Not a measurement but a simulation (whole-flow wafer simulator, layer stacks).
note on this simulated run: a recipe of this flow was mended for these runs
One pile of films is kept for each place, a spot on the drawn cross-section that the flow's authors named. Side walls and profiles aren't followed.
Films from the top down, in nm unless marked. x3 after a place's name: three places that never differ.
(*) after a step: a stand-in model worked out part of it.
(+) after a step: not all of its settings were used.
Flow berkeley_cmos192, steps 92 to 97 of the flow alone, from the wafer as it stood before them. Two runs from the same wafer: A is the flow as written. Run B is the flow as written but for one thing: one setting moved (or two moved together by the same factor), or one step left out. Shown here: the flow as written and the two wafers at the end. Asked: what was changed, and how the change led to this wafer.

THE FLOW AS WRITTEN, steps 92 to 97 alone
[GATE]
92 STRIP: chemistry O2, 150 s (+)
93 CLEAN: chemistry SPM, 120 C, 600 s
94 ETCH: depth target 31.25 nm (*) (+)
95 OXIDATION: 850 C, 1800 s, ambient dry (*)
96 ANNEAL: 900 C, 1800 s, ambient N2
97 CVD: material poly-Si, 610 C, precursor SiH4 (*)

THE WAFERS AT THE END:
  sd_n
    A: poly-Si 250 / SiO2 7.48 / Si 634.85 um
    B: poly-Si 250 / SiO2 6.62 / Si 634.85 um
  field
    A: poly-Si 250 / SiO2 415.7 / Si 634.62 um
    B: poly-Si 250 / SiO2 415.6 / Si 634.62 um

The cause: step 95, OXIDATION: 838 C was run, where the flow has 850 C.

How the change led to this, step by step:
  95 OXIDATION: 850 C, 1800 s, ambient dry (*)
      sd_n, spacer_n, gate, sd_p, spacer_p x2, contact, m1: A SiO2 +7.48 (new film), Si -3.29 | B SiO2 +6.62 (new film), Si -2.91
